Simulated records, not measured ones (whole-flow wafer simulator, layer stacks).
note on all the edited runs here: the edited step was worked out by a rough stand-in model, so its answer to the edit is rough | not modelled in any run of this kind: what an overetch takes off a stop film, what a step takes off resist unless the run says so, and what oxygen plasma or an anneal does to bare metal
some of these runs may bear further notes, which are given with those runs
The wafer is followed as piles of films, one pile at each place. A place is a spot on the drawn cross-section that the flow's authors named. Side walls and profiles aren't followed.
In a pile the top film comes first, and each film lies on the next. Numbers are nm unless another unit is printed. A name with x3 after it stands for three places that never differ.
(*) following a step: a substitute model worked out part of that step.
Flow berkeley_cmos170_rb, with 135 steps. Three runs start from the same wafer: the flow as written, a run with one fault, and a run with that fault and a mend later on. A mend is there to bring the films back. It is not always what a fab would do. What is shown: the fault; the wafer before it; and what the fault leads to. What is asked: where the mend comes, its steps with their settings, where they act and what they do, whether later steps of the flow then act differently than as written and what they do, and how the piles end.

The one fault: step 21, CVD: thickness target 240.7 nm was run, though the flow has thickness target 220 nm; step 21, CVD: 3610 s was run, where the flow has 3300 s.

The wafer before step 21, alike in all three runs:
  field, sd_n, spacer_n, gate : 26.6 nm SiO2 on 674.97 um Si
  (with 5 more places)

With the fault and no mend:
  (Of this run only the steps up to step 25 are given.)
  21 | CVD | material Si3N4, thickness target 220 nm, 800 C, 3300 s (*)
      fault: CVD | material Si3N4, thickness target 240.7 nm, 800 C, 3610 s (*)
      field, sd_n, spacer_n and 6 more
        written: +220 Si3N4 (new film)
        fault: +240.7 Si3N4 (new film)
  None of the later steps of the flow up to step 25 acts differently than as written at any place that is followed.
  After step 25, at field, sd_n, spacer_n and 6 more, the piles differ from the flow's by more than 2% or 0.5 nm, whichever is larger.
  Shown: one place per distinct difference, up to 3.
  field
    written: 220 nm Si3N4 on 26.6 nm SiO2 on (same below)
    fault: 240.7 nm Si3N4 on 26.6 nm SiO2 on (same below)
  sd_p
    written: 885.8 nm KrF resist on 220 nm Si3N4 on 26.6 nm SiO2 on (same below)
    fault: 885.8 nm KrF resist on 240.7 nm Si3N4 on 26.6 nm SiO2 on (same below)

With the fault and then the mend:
  The mend follows step 21.
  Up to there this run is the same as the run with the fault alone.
  21a | ETCH | chemistry h3po4, depth target 20.7 nm (a further turn of the flow's step 16, with different settings)
      field, sd_n, spacer_n and 6 more
        -20.7 Si3N4
  None of the later steps of the flow acts differently than as written at any place that is followed.
  At every place that both follow, the piles at the end match the flow's.
